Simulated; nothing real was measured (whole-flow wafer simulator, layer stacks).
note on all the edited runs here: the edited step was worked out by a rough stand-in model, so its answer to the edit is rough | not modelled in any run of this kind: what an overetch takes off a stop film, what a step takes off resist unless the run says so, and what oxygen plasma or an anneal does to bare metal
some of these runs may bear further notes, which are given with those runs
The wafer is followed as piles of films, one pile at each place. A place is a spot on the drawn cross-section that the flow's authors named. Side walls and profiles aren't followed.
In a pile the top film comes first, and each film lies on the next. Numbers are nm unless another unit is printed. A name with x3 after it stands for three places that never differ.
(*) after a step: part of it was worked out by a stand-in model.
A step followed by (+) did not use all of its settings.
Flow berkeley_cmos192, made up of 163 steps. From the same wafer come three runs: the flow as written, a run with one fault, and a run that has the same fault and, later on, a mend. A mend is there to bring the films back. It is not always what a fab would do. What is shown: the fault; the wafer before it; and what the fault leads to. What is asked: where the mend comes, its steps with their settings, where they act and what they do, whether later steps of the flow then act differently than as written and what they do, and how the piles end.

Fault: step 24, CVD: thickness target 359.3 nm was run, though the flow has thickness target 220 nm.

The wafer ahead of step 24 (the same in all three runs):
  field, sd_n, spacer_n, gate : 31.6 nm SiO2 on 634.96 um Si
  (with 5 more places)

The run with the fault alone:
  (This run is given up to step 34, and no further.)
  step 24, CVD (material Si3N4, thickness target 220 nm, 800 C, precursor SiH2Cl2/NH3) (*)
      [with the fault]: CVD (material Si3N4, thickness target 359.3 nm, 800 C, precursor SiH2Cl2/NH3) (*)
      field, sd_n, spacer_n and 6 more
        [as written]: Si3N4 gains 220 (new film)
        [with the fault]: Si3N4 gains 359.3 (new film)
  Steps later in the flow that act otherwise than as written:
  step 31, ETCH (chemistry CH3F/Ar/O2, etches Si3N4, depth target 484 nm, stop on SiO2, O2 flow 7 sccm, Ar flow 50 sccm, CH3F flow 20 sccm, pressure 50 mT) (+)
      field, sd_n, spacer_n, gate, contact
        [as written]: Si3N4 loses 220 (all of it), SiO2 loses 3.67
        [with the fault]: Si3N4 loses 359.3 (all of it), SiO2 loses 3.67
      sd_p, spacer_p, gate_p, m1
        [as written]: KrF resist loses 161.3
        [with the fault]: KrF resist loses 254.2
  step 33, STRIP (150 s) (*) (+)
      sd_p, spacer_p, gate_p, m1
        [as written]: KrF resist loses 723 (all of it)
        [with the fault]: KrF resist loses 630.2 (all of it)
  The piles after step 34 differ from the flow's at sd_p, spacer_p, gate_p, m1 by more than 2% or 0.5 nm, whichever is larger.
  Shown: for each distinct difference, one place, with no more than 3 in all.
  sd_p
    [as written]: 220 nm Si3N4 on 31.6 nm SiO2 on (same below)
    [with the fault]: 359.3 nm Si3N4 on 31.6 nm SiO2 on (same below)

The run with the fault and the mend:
  The mend stands after step 24.
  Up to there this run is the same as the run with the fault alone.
  step 24a, ETCH (chemistry h3po4, depth target 139.3 nm)
      field, sd_n, spacer_n and 6 more
        Si3N4 loses 139.3
  Every later step of the flow that is run acts as written at every place that is followed.
  By the end, the piles equal the flow's at every place that both follow.
